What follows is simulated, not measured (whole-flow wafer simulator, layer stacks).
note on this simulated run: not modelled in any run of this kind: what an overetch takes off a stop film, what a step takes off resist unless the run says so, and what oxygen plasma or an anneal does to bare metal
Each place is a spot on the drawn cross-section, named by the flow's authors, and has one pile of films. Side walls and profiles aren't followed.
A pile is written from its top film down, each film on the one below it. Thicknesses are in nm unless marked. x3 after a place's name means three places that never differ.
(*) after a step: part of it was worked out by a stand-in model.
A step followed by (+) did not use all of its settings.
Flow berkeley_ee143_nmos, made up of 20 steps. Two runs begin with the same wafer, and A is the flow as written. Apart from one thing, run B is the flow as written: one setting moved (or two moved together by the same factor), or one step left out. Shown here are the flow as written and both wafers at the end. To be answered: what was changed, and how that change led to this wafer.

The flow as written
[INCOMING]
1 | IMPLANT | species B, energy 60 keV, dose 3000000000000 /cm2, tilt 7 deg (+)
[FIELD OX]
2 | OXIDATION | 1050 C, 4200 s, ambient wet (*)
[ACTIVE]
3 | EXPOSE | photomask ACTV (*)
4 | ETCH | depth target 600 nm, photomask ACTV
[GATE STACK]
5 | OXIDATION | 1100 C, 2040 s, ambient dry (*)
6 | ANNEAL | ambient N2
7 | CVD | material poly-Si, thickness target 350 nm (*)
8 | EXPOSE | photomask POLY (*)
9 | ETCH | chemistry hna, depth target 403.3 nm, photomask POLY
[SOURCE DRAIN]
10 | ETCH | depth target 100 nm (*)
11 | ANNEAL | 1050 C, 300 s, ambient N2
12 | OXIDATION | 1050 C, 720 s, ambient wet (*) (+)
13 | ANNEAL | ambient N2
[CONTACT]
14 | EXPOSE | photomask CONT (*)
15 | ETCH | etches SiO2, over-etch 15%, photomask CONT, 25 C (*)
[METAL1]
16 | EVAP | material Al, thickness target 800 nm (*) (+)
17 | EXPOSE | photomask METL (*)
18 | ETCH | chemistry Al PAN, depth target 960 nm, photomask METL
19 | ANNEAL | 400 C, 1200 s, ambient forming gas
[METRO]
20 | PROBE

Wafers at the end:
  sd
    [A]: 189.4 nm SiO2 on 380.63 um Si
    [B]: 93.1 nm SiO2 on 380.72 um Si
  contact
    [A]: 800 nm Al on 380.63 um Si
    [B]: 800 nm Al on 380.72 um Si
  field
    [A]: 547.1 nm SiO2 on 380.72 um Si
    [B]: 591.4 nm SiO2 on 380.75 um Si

Cause: step 9, ETCH: depth target 344.1 nm was run, whereas the flow has depth target 403.3 nm.

The path from the change to this, step by step:
  9 | ETCH | chemistry hna, depth target 403.3 nm, photomask POLY
      sd, contact, field: A -350 poly-Si (all of it) | B -344.1 poly-Si
  10 | ETCH | depth target 100 nm (*)
      sd, contact: A -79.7 SiO2 (all of it) | B nothing
      field: A -100 SiO2 | B nothing
  12 | OXIDATION | 1050 C, 720 s, ambient wet (*) (+)
      sd, contact: A +189.4 SiO2 (new film), -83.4 Si | B -5.9 poly-Si (all of it), +13.4 SiO2
      field: A +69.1 SiO2, -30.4 Si | B -5.9 poly-Si (all of it), +13.4 SiO2
  15 | ETCH | etches SiO2, over-etch 15%, photomask CONT, 25 C (*)
      contact: A -189.4 SiO2 (all of it) | B -93.1 SiO2 (all of it)
